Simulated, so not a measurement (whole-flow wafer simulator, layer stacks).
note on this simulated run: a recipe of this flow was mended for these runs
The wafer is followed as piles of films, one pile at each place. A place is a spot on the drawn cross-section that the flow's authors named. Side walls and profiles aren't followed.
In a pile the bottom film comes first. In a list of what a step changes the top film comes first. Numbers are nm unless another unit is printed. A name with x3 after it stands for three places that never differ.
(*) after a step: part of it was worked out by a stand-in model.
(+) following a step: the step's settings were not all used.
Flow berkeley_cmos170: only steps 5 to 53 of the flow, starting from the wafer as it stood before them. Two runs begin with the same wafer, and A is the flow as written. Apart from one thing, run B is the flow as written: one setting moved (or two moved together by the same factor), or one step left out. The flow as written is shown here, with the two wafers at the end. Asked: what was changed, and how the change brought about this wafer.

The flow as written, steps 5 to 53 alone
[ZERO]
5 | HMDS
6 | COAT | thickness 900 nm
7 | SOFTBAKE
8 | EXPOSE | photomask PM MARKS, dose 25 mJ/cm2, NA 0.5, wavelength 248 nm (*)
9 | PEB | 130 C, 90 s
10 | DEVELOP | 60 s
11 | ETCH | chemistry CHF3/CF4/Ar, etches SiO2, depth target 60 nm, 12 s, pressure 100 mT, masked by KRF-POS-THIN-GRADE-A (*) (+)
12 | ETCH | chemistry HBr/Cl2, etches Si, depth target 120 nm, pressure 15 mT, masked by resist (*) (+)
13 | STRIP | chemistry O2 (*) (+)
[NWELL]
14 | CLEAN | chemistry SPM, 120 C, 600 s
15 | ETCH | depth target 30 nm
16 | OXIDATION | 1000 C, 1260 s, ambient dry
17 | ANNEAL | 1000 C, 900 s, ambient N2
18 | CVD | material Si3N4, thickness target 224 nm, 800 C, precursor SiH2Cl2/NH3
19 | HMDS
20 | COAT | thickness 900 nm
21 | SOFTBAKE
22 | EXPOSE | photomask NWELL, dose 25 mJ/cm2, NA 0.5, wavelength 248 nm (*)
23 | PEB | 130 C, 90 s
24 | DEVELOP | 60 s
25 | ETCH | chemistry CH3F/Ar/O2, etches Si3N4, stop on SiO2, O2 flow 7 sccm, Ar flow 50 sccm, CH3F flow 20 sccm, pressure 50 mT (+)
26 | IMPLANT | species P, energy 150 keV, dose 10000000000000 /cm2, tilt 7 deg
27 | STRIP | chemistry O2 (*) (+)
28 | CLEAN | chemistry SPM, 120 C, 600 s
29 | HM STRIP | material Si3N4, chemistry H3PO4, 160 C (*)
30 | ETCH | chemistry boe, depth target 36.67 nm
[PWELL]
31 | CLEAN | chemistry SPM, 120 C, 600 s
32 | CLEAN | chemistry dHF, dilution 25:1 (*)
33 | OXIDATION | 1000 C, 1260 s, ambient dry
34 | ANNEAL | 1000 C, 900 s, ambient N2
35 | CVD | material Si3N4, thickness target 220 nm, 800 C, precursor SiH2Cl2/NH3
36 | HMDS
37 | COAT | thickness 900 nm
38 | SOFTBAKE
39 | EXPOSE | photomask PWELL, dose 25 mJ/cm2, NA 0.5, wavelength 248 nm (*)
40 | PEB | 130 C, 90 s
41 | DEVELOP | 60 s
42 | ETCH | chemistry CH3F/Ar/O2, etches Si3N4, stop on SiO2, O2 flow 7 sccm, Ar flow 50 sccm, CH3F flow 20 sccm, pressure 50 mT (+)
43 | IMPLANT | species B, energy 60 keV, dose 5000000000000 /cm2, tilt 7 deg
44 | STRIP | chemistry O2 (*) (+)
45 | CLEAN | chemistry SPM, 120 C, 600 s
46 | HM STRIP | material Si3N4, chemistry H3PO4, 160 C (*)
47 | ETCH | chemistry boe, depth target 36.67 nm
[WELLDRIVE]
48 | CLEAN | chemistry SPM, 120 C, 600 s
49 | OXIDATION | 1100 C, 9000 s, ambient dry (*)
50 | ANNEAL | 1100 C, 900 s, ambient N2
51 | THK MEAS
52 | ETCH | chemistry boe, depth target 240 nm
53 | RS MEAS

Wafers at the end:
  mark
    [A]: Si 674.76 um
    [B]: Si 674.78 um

What caused this: step 12, ETCH: depth target 101 nm was run, though the flow has depth target 120 nm.

How this came from the change, step by step:
  12 | ETCH | chemistry HBr/Cl2, etches Si, depth target 120 nm, pressure 15 mT, masked by resist (*) (+)
      field x9, sd_p x3: A KrF-resist loses 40 | B KrF-resist loses 33.7
      mark: A Si loses 120 | B Si loses 101
